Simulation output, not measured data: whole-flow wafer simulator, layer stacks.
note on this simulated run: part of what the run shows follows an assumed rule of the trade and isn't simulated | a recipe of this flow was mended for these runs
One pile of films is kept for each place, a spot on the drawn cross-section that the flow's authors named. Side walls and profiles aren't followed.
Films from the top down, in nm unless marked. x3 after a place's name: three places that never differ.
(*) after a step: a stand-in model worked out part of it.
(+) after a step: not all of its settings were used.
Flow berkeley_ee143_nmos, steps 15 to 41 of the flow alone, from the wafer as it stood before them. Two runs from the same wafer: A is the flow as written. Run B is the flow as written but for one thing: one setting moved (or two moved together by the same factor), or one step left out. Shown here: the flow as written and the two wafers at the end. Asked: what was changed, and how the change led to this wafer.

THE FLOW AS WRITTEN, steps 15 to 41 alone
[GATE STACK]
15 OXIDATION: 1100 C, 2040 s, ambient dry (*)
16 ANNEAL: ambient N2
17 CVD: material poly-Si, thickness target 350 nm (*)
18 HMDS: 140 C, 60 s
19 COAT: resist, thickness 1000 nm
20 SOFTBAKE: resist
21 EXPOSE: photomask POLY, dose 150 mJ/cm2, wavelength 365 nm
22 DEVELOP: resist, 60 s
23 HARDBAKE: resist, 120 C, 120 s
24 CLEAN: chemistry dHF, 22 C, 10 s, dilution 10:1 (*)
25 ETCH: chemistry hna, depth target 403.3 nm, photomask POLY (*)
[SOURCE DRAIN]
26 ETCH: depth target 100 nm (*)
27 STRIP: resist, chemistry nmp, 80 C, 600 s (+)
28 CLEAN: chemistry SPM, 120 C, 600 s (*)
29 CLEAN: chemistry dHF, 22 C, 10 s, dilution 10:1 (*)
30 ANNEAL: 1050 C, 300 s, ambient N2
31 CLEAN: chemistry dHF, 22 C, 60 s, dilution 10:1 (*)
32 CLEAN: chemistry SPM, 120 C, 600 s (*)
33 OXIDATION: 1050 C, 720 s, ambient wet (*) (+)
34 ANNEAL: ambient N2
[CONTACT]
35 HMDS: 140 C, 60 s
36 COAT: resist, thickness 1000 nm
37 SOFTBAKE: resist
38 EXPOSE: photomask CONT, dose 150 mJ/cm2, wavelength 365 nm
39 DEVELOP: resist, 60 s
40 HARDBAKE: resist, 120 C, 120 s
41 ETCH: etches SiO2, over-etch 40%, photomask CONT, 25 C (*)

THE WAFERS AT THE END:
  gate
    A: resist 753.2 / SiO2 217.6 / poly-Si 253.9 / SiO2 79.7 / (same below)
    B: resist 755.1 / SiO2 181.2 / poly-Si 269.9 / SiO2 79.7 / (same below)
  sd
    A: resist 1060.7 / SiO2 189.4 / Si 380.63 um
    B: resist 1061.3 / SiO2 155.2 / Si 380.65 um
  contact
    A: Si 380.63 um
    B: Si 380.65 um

The cause: step 33, OXIDATION: 547 s was run, where the flow has 720 s.

How the change led to this, step by step:
  33 OXIDATION: 1050 C, 720 s, ambient wet (*) (+)
      sd, contact: A SiO2 +189.4 (new film), chemical SiO2 -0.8 (all of it), Si -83 | B SiO2 +155.2 (new film), chemical SiO2 -0.8 (all of it), Si -67.9
      gate: A SiO2 +217.6 (new film), chemical SiO2 -0.8 (all of it), poly-Si -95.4 | B SiO2 +181.2 (new film), chemical SiO2 -0.8 (all of it), poly-Si -79.4
      (and at 1 more place)
  41 ETCH: etches SiO2, over-etch 40%, photomask CONT, 25 C (*)
      contact: A SiO2 -189.4 (all of it) | B SiO2 -155.2 (all of it)
